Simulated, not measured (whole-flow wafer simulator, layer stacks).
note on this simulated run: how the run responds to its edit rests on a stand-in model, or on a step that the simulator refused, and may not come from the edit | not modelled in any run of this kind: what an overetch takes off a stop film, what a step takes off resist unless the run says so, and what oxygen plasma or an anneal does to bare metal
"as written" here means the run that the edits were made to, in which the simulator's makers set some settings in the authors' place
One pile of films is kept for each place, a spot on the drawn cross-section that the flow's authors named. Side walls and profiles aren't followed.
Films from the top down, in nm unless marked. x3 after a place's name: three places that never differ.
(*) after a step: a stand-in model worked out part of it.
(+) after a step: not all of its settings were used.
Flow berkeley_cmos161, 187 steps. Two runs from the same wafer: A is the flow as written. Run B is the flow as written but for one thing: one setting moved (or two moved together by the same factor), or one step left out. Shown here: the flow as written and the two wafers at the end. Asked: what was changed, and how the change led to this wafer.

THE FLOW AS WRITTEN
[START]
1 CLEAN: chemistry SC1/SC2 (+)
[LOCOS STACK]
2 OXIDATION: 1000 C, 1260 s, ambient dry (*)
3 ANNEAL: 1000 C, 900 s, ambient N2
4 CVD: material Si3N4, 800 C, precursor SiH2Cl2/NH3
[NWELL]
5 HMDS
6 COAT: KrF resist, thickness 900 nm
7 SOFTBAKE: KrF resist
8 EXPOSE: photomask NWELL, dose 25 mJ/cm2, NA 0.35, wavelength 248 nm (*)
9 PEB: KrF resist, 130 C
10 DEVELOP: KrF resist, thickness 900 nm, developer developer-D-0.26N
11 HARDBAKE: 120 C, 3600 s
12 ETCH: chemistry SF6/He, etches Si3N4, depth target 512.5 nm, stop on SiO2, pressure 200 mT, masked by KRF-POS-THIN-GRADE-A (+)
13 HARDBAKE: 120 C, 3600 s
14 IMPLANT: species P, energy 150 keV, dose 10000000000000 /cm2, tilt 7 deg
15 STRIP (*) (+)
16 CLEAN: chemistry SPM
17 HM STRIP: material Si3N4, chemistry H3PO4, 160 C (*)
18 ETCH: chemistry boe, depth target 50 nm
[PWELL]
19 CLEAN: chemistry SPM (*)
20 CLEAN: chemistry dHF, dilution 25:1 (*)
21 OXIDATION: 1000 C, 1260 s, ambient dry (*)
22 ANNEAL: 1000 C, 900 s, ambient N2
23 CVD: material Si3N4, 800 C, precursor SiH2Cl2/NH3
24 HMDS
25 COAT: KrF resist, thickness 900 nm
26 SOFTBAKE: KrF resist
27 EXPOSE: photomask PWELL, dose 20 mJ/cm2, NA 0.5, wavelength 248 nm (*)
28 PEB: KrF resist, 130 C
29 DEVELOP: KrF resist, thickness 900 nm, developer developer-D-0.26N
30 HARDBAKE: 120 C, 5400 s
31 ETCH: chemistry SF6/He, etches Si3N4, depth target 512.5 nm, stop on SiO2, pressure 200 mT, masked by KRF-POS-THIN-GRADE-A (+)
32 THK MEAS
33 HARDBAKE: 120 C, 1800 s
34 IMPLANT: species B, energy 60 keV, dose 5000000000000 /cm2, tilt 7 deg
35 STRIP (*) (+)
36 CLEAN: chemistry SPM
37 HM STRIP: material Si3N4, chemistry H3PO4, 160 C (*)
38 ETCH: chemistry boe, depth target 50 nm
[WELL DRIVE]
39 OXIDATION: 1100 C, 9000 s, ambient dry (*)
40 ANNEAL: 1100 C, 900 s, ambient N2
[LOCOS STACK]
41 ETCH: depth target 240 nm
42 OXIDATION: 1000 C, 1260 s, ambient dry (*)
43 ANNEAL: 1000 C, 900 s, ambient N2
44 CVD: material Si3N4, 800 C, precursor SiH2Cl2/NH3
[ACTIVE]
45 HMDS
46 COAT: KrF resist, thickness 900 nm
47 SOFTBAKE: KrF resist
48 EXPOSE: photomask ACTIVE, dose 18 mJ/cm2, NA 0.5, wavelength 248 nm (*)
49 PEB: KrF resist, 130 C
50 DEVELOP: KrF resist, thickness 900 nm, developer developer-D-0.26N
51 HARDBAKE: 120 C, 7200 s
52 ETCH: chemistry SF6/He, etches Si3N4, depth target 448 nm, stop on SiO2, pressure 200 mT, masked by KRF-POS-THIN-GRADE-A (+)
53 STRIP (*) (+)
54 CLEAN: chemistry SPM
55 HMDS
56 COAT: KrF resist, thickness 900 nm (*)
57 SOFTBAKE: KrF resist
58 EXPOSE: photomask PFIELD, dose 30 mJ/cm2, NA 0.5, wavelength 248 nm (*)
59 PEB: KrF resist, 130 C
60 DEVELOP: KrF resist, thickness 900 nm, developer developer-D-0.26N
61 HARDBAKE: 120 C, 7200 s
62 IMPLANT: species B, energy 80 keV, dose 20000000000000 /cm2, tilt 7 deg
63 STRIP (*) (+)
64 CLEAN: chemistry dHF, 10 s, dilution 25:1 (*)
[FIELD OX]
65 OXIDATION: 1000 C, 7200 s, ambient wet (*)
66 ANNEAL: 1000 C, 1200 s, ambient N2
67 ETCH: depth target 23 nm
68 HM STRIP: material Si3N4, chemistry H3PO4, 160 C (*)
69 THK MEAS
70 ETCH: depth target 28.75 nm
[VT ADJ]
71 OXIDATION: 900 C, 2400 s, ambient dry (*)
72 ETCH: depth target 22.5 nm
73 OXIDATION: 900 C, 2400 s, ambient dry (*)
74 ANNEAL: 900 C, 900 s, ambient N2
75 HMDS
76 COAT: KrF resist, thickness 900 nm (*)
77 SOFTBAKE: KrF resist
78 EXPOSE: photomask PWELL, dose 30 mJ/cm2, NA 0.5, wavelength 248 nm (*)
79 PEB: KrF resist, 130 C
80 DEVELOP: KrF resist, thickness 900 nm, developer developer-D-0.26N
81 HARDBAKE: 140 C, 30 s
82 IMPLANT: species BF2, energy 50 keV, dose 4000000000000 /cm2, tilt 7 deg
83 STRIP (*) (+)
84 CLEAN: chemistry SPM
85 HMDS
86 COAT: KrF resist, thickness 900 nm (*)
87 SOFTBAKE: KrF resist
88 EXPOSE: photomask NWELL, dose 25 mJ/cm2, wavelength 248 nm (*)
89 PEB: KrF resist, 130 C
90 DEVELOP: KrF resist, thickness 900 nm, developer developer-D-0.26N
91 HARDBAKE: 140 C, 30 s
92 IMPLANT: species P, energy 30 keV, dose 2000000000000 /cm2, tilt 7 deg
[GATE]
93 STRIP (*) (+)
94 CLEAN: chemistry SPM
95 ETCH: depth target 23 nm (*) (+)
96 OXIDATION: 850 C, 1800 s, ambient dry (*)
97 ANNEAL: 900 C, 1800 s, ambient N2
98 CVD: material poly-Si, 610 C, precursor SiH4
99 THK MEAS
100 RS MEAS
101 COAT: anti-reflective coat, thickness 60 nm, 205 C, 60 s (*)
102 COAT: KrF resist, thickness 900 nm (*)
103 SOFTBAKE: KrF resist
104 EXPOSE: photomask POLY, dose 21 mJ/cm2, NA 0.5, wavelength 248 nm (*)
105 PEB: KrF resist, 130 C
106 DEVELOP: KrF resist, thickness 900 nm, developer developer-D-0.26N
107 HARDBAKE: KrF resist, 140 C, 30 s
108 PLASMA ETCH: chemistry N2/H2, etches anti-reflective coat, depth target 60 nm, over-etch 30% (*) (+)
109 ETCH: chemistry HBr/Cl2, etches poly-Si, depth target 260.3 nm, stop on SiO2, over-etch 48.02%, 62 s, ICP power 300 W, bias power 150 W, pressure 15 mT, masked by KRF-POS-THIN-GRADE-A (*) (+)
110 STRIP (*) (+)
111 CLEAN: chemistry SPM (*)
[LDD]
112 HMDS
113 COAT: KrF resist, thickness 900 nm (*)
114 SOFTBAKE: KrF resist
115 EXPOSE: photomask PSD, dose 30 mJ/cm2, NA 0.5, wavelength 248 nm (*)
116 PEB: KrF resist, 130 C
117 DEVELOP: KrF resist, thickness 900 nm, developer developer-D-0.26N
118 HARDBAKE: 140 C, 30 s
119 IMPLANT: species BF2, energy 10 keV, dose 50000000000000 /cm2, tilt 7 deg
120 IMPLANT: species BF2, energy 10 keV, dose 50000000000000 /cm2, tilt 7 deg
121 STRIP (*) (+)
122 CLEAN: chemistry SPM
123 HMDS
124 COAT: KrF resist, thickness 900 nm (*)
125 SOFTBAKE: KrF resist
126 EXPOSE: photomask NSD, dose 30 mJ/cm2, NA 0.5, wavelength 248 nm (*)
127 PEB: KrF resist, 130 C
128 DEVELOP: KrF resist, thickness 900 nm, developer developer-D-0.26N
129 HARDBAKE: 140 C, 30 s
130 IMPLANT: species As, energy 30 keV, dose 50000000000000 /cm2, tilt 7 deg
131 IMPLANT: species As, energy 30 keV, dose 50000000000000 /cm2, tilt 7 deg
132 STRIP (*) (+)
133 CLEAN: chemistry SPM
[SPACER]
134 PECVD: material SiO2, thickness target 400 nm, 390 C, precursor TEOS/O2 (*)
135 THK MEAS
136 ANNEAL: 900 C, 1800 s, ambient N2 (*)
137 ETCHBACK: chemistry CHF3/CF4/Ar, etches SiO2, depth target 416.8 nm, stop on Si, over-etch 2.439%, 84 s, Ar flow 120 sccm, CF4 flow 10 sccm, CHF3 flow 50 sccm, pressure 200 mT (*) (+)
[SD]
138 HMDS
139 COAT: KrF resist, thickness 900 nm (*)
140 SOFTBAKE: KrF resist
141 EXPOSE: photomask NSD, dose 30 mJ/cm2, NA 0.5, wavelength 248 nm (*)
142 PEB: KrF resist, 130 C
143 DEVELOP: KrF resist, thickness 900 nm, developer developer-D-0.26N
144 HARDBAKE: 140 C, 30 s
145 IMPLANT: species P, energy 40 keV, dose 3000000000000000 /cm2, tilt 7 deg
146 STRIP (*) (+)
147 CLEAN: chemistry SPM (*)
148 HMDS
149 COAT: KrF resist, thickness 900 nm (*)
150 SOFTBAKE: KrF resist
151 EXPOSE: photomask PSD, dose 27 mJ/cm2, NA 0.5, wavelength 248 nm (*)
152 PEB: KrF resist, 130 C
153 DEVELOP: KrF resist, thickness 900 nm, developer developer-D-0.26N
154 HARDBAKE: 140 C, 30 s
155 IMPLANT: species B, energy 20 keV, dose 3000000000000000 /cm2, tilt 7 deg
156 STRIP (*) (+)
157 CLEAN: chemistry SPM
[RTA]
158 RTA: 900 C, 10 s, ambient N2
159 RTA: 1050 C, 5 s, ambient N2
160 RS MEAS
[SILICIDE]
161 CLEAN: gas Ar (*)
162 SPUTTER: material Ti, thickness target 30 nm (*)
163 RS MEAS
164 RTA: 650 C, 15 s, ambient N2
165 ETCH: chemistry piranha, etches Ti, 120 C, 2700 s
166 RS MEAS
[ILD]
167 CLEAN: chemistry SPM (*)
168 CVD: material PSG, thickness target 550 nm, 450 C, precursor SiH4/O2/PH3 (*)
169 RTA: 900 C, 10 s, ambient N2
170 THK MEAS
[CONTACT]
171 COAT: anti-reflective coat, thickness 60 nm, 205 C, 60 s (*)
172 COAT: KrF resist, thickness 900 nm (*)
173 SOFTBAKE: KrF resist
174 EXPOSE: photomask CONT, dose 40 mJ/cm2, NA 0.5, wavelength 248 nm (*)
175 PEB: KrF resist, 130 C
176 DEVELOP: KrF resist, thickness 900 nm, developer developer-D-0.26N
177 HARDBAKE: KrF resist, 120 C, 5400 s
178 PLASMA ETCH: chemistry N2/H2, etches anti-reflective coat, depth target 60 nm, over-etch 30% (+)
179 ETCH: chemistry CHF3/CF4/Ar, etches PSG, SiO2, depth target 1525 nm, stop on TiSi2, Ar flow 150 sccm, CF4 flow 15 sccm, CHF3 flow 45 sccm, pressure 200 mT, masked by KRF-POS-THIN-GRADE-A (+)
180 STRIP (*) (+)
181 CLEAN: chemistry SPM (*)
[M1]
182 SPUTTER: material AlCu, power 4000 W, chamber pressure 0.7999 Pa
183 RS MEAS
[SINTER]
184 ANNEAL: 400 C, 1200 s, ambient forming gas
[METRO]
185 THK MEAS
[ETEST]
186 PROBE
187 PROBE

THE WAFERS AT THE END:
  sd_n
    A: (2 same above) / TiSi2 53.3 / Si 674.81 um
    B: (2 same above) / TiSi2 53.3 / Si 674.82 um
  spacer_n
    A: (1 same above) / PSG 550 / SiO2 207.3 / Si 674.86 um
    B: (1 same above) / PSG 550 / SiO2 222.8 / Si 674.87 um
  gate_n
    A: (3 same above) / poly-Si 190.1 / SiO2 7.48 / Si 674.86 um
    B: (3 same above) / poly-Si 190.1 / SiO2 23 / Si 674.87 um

The cause: step 41, ETCH: depth target 132 nm was run, where the flow has depth target 240 nm.

How the change led to this, step by step:
  41 ETCH: depth target 240 nm
      field, sd_n, spacer_n and 6 more: A SiO2 -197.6 (all of it) | B SiO2 -132
  42 OXIDATION: 1000 C, 1260 s, ambient dry (*)
      field, sd_n, spacer_n and 6 more: A SiO2 +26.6 (new film), Si -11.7 | B SiO2 +13.9, Si -6.11
  65 OXIDATION: 1000 C, 7200 s, ambient wet (*)
      spacer_n, spacer_p: A SiO2 +12.1 (new film), Si3N4 -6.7 | B SiO2 +12.1 (new film), Si3N4 -6.7, SiO2 +0.1
      contact: A SiO2 +12.1 (new film), Si3N4 -6.7 | B SiO2 +12.1 (new film), Si3N4 -6.7, SiO2 +0.2, Si -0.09
      (and at 3 more places)
  70 ETCH: depth target 28.75 nm
      spacer_n, spacer_p, contact: A SiO2 -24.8 (all of it) | B SiO2 -28.8
      gate_n, gate_p, m1: A SiO2 -24.8 (all of it) | B SiO2 -28.7
      (and at 2 more places)
  71 OXIDATION: 900 C, 2400 s, ambient dry (*)
      spacer_n, gate_n, spacer_p, gate_p, m1: A SiO2 +14.9 (new film), Si -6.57 | B SiO2 +8.19, Si -3.61
      sd_n: A SiO2 +14.9 (new film), Si -6.57 | B SiO2 +7.62, Si -3.35
      (and at 2 more places)
  72 ETCH: depth target 22.5 nm
      sd_n, spacer_n, gate_n, sd_p, spacer_p, gate_p, contact, m1: A SiO2 -14.9 (all of it) | B SiO2 -22.5
  73 OXIDATION: 900 C, 2400 s, ambient dry (*)
      spacer_n, spacer_p, contact: A SiO2 +14.9 (new film), Si -6.57 | B SiO2 +7.58, Si -3.34
      gate_n, gate_p, m1: A SiO2 +14.9 (new film), Si -6.57 | B SiO2 +7.59, Si -3.34
      (and at 2 more places)
  95 ETCH: depth target 23 nm (*) (+)
      sd_n, spacer_n, gate_n, sd_p, spacer_p, gate_p, contact, m1: A SiO2 -14.9 (all of it) | B SiO2 -23
  96 OXIDATION: 850 C, 1800 s, ambient dry (*)
      spacer_n, gate_n, spacer_p, gate_p, m1: A SiO2 +7.48 (new film), Si -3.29 | B SiO2 +3.66, Si -1.61
      sd_n: A SiO2 +7.48 (new film), Si -3.29 | B SiO2 +3.3, Si -1.45
      (and at 2 more places)
  101 COAT: anti-reflective coat, thickness 60 nm, 205 C, 60 s (*)
      spacer_n: A anti-reflective coat +28.7 (new film) | B anti-reflective coat +31 (new film)
      gate_n: A anti-reflective coat +23.7 (new film) | B anti-reflective coat +26 (new film)
      (and at 2 more places)
  108 PLASMA ETCH: chemistry N2/H2, etches anti-reflective coat, depth target 60 nm, over-etch 30% (*) (+)
      spacer_n: A anti-reflective coat -28.7 (all of it), poly-Si -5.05 | B anti-reflective coat -31 (all of it), poly-Si -4.99
      spacer_p: A anti-reflective coat -30.4 (all of it), poly-Si -5 | B anti-reflective coat -34 (all of it), poly-Si -4.91
  110 STRIP (*) (+)
      gate_n: A chemical SiO2 +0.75 (new film), KrF resist -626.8 (all of it), anti-reflective coat -23.7 (all of it), poly-Si -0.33 | B chemical SiO2 +0.75 (new film), KrF resist -630.5 (all of it), anti-reflective coat -26 (all of it), poly-Si -0.33
      gate_p: A chemical SiO2 +0.75 (new film), KrF resist -598.2 (all of it), anti-reflective coat -27.9 (all of it), poly-Si -0.33 | B chemical SiO2 +0.75 (new film), KrF resist -600.3 (all of it), anti-reflective coat -31.6 (all of it), poly-Si -0.33
  137 ETCHBACK: chemistry CHF3/CF4/Ar, etches SiO2, depth target 416.8 nm, stop on Si, over-etch 2.439%, 84 s, Ar flow 120 sccm, CF4 flow 10 sccm, CHF3 flow 50 sccm, pressure 200 mT (*) (+)
      sd_n: A SiO2 -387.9 (all of it) | B SiO2 -414.4 (all of it)
      sd_p: A SiO2 -373.4 (all of it) | B SiO2 -399.7 (all of it)
      (and at 2 more places)
  171 COAT: anti-reflective coat, thickness 60 nm, 205 C, 60 s (*)
      sd_n: A anti-reflective coat +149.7 (new film) | B anti-reflective coat +178.8 (new film)
      sd_p: A anti-reflective coat +91.6 (new film) | B anti-reflective coat +95.8 (new film)
      (and at 1 more place)
  180 STRIP (*) (+)
      sd_n: A KrF resist -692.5 (all of it), anti-reflective coat -149.7 (all of it) | B KrF resist -684.7 (all of it), anti-reflective coat -178.8 (all of it)
      sd_p: A KrF resist -777.2 (all of it), anti-reflective coat -91.6 (all of it) | B KrF resist -793.9 (all of it), anti-reflective coat -95.8 (all of it)
      (and at 1 more place)
  182 SPUTTER: material AlCu, power 4000 W, chamber pressure 0.7999 Pa
      sd_p: A AlCu +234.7 (new film) | B AlCu +227.3 (new film)
